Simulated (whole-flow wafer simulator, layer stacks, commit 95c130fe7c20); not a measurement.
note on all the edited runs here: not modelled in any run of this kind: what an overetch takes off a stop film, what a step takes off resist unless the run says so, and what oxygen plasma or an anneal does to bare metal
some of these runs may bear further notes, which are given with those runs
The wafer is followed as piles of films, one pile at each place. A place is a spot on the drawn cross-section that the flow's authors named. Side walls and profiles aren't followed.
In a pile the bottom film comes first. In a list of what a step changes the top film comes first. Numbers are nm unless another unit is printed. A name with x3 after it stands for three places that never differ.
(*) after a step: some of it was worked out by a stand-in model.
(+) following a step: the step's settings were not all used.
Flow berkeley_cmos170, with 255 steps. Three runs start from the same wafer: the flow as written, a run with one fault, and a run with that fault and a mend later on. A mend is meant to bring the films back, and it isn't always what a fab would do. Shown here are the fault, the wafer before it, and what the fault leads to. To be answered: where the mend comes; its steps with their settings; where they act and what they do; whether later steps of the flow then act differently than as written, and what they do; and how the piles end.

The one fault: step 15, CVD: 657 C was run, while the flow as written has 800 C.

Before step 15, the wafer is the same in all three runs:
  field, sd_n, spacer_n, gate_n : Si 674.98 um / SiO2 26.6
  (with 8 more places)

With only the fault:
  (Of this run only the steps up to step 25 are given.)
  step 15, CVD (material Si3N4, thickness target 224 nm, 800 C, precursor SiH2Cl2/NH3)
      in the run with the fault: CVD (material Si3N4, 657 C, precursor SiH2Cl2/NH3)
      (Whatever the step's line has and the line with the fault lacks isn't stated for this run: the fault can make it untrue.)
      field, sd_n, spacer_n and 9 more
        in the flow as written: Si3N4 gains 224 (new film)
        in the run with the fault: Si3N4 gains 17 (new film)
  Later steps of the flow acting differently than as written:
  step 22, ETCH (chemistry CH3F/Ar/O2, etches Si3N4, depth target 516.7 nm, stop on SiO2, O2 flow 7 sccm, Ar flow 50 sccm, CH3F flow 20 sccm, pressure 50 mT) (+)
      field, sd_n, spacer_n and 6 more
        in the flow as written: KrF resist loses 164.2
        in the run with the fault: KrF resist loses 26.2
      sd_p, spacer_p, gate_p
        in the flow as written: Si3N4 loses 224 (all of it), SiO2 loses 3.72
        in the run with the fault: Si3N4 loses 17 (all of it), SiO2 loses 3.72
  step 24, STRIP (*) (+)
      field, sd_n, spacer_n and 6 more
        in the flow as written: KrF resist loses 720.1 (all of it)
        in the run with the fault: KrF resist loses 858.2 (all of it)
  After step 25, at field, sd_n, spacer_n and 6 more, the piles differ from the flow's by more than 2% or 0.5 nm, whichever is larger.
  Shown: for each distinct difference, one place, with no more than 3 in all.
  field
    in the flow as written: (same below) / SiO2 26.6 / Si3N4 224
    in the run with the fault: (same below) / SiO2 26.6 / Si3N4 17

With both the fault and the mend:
  After step 21 comes the mend.
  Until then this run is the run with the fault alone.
  step 21a, STRIP (*) (+)
      field, sd_n, spacer_n and 6 more
        KrF resist loses 884.4 (all of it)
  step 21b, CLEAN (chemistry SPM)
      leaves every film unchanged at each place that is followed
  step 21c, CVD (material Si3N4, thickness target 207 nm, 800 C, precursor SiH2Cl2/NH3) (a further turn of the flow's step 15, with different settings)
      field, sd_n, spacer_n and 9 more
        Si3N4 gains 207
  step 21d, HMDS (a further turn of the flow's step 16)
      leaves every film unchanged at each place that is followed
  step 21e, COAT (KrF resist, thickness 900 nm) (a further turn of the flow's step 17)
      field, sd_n, spacer_n and 9 more
        KrF resist gains 900 (new film)
  step 21f, SOFTBAKE (KrF resist) (a further turn of the flow's step 18)
      leaves every film unchanged at each place that is followed
  step 21g, EXPOSE (photomask NWELL, dose 25 mJ/cm2, NA 0.5, wavelength 248 nm) (*) (a further turn of the flow's step 19)
      leaves every film unchanged at each place that is followed
  step 21h, PEB (KrF resist, 130 C) (a further turn of the flow's step 20)
      field, sd_n, spacer_n and 9 more
        KrF resist loses 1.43
  step 21i, DEVELOP (KrF resist, thickness 900 nm, developer developer-D-0.26N) (a further turn of the flow's step 21)
      field, sd_n, spacer_n and 6 more
        KrF resist loses 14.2
      sd_p, spacer_p, gate_p
        KrF resist loses 898.6 (all of it)
  Later steps of the flow that are run all act as written at every place that is followed, up to a difference of at most 2% or 0.5 nm, whichever is larger.
  By the end, the piles equal the flow's at every place that both follow.
